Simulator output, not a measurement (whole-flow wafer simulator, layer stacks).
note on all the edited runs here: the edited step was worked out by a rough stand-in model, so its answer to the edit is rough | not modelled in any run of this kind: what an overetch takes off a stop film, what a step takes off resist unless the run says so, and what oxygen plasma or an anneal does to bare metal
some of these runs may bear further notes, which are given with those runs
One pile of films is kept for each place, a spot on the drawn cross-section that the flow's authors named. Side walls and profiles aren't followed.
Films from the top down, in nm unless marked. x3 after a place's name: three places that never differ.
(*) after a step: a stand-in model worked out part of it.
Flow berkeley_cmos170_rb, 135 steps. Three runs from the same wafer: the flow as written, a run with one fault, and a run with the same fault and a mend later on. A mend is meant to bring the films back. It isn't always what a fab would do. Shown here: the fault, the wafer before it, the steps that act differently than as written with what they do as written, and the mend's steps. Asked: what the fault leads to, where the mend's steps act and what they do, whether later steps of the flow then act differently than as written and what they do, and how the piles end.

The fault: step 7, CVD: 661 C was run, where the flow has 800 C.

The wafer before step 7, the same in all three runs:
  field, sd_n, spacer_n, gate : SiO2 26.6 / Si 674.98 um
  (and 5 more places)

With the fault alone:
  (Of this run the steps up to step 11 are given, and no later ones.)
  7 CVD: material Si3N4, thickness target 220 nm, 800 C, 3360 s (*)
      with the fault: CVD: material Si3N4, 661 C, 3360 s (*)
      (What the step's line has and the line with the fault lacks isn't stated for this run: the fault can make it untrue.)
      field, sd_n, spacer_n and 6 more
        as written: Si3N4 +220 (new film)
        with the fault: Si3N4 +14.5 (new film)
  No later step of the flow up to step 11 acts differently than as written at any place that is followed.
  After step 11 the piles differ from the flow's by more than 2% or 0.5 nm, whichever is larger, at field, sd_n, spacer_n and 6 more.
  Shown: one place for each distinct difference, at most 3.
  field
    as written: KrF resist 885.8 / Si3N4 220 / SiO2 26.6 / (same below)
    with the fault: KrF resist 885.8 / Si3N4 14.5 / SiO2 26.6 / (same below)
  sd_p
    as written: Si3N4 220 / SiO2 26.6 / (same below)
    with the fault: Si3N4 14.5 / SiO2 26.6 / (same below)

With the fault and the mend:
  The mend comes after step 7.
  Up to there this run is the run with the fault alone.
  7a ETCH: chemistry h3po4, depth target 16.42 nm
      field, sd_n, spacer_n and 6 more
        Si3N4 -14.5 (all of it)
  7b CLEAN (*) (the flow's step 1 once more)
      changes no film at any place that is followed
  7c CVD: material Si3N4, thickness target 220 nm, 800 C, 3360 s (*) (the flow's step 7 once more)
      field, sd_n, spacer_n and 6 more
        Si3N4 +220 (new film)
  No later step of the flow acts differently than as written at any place that is followed.
  At the end the piles are the same as the flow's at every place that both follow.
